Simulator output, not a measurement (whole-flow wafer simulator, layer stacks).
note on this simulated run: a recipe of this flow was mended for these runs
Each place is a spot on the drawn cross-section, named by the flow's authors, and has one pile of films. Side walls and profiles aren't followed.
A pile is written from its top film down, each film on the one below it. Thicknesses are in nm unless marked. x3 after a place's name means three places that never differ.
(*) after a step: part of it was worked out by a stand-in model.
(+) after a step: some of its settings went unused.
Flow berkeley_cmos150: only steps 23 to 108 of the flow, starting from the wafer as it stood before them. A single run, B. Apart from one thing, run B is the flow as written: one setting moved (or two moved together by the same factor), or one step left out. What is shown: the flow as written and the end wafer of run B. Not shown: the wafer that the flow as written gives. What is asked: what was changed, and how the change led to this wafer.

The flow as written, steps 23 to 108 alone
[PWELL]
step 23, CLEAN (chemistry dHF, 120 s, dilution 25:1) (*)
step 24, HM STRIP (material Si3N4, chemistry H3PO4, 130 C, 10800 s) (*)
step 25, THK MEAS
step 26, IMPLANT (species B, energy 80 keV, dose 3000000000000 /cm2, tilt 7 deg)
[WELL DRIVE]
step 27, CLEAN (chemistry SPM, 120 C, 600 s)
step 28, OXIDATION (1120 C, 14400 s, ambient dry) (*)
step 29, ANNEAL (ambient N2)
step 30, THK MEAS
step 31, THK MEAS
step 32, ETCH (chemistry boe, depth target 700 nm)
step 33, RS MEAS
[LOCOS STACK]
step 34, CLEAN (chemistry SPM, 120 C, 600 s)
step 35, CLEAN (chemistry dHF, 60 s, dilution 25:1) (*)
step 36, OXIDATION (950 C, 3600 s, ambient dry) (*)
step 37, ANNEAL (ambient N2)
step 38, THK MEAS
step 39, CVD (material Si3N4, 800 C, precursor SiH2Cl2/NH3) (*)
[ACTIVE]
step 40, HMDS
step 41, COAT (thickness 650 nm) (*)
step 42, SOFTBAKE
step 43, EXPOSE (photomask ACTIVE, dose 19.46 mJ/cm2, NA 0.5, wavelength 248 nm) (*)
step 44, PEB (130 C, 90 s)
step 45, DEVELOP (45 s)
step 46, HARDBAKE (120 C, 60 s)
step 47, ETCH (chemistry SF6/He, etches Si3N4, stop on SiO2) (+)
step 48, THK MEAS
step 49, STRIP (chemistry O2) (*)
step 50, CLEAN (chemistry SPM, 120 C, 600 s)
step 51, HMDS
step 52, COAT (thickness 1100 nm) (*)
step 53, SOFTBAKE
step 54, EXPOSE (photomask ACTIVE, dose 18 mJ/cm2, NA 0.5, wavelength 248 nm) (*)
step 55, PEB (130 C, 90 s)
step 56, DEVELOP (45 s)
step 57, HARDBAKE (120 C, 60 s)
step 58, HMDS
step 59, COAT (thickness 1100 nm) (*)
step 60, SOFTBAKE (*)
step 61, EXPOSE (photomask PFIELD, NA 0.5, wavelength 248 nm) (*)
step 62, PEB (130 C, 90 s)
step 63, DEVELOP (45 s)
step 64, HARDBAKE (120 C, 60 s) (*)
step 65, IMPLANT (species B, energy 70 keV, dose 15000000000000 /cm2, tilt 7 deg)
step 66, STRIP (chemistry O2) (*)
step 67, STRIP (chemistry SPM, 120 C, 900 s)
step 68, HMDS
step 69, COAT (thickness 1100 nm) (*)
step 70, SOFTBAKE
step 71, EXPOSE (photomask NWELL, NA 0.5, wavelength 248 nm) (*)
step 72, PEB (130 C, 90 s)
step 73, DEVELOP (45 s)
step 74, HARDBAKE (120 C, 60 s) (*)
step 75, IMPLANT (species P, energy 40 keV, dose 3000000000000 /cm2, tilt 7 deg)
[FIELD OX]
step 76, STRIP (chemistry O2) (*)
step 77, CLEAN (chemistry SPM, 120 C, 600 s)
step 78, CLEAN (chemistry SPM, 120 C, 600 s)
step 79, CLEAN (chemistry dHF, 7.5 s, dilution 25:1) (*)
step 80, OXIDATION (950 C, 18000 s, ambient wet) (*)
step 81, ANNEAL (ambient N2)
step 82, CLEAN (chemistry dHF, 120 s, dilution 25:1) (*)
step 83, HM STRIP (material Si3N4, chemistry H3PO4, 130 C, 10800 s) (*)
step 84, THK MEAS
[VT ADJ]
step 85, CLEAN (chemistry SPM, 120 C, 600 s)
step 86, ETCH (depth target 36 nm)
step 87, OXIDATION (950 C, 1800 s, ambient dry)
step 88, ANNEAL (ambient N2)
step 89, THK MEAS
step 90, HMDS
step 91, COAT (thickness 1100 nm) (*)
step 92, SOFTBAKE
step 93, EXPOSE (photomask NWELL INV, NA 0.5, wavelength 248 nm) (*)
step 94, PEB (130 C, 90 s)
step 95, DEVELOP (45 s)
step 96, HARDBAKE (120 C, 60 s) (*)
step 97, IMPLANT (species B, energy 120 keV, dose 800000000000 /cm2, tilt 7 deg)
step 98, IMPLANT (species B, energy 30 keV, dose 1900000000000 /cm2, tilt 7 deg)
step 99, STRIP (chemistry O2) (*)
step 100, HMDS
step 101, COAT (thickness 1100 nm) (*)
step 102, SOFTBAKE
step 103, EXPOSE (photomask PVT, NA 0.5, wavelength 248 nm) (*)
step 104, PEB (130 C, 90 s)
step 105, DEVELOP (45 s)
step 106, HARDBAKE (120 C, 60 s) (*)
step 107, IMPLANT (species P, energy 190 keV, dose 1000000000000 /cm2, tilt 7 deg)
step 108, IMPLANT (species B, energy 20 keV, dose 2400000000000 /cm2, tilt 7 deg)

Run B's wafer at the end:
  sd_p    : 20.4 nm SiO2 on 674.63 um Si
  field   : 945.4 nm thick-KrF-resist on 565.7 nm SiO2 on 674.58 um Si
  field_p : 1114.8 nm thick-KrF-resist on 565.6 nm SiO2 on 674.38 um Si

Cause: step 24, HM STRIP: 208 C was run, though the flow has 130 C.

How this came from the change, step by step:
  step 24, HM STRIP (material Si3N4, chemistry H3PO4, 130 C, 10800 s) (*)
      field, sd_n, gate_n, contact, m1: chemical SiO2 gains 0.5 (new film), Si3N4 loses 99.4 (all of it), SiO2 loses 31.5 (all of it), Si loses 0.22 (it would be, as written: Si3N4 loses 99.4 (all of it), SiO2 loses 1.87)
      field_p, sd_p, gate_p: chemical SiO2 gains 0.5 (new film), SiO2 loses 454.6 (all of it), Si loses 0.22 (it would be, as written: SiO2 loses 2.72)
  step 28, OXIDATION (1120 C, 14400 s, ambient dry) (*)
      field, sd_n, gate_n, contact, m1: SiO2 gains 287.5 (new film), chemical SiO2 loses 0.8 (all of it), Si loses 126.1 (it would be, as written: SiO2 gains 261.5, Si loses 115.1)
      field_p, sd_p, gate_p: SiO2 gains 287.5 (new film), chemical SiO2 loses 0.8 (all of it), Si loses 126.1 (it would be, as written: SiO2 gains 103.6, Si loses 45.6)
  step 32, ETCH (chemistry boe, depth target 700 nm)
      field_p, sd_p, gate_p: SiO2 loses 287.5 (all of it) (it would be, as written: SiO2 loses 555.5 (all of it))
  step 41, COAT (thickness 650 nm) (*)
      field: KrF-resist gains 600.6 (new film) (it would be, as written: KrF-resist gains 646.4 (new film))
      field_p: KrF-resist gains 749.1 (new film) (it would be, as written: KrF-resist gains 715.2 (new film))
      (also at 2 further places)
  step 45, DEVELOP (45 s)
      field: KrF-resist loses 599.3 (all of it) (it would be, as written: KrF-resist loses 645 (all of it))
      field_p: KrF-resist loses 747.4 (all of it) (it would be, as written: KrF-resist loses 713.6 (all of it))
  step 46, HARDBAKE (120 C, 60 s)
      sd_p: KrF-resist loses 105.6 (it would be, as written: KrF-resist loses 102.4)
      gate_p: KrF-resist loses 104.6 (it would be, as written: KrF-resist loses 101.7)
  step 49, STRIP (chemistry O2) (*)
      sd_p: KrF-resist loses 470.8 (all of it) (it would be, as written: KrF-resist loses 452.2 (all of it))
      gate_p: KrF-resist loses 465.1 (all of it) (it would be, as written: KrF-resist loses 448.5 (all of it))
  step 52, COAT (thickness 1100 nm) (*)
      field_p: thick-KrF-resist gains 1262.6 (new film) (it would be, as written: thick-KrF-resist gains 1219.5 (new film))
      sd_p: thick-KrF-resist gains 1146.3 (new film) (it would be, as written: thick-KrF-resist gains 1111.6 (new film))
      (also at 1 further place)
  step 56, DEVELOP (45 s)
      field_p: thick-KrF-resist loses 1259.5 (all of it) (it would be, as written: thick-KrF-resist loses 1216.4 (all of it))
  step 57, HARDBAKE (120 C, 60 s)
      sd_p: thick-KrF-resist loses 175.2 (it would be, as written: thick-KrF-resist loses 169.9)
      gate_p: thick-KrF-resist loses 175.6 (it would be, as written: thick-KrF-resist loses 170.5)
  step 59, COAT (thickness 1100 nm) (*)
      field_p: thick-KrF-resist gains 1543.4 (new film) (it would be, as written: thick-KrF-resist gains 1495 (new film))
      gate_p: thick-KrF-resist gains 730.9 (it would be, as written: thick-KrF-resist gains 716.2)
  step 66, STRIP (chemistry O2) (*)
      field_p: thick-KrF-resist loses 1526 (all of it) (it would be, as written: thick-KrF-resist loses 1477.9 (all of it))
      sd_p: thick-KrF-resist loses 1605.6 (all of it) (it would be, as written: thick-KrF-resist loses 1563.6 (all of it))
      (also at 1 further place)
  step 69, COAT (thickness 1100 nm) (*)
      field_p: thick-KrF-resist gains 1262.6 (new film) (it would be, as written: thick-KrF-resist gains 1219.5 (new film))
      sd_p: thick-KrF-resist gains 1146.3 (new film) (it would be, as written: thick-KrF-resist gains 1111.6 (new film))
      (also at 1 further place)
  step 73, DEVELOP (45 s)
      field_p: thick-KrF-resist loses 1259.5 (all of it) (it would be, as written: thick-KrF-resist loses 1216.4 (all of it))
      sd_p: thick-KrF-resist loses 1143.5 (all of it) (it would be, as written: thick-KrF-resist loses 1108.9 (all of it))
      (also at 1 further place)
  step 91, COAT (thickness 1100 nm) (*)
      field_p: thick-KrF-resist gains 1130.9 (new film) (it would be, as written: thick-KrF-resist gains 1087.8 (new film))
      sd_p: thick-KrF-resist gains 1352.5 (new film) (it would be, as written: thick-KrF-resist gains 1317.3 (new film))
      (also at 1 further place)
  step 99, STRIP (chemistry O2) (*)
      field_p: thick-KrF-resist loses 1114.8 (all of it) (it would be, as written: thick-KrF-resist loses 1071.8 (all of it))
      sd_p: thick-KrF-resist loses 1335.8 (all of it) (it would be, as written: thick-KrF-resist loses 1300.7 (all of it))
      (also at 1 further place)
  ... and 1 more step ...
  step 105, DEVELOP (45 s)
      sd_p: thick-KrF-resist loses 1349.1 (all of it) (it would be, as written: thick-KrF-resist loses 1314 (all of it))
      gate_p: thick-KrF-resist loses 1321.5 (all of it) (it would be, as written: thick-KrF-resist loses 1288.3 (all of it))
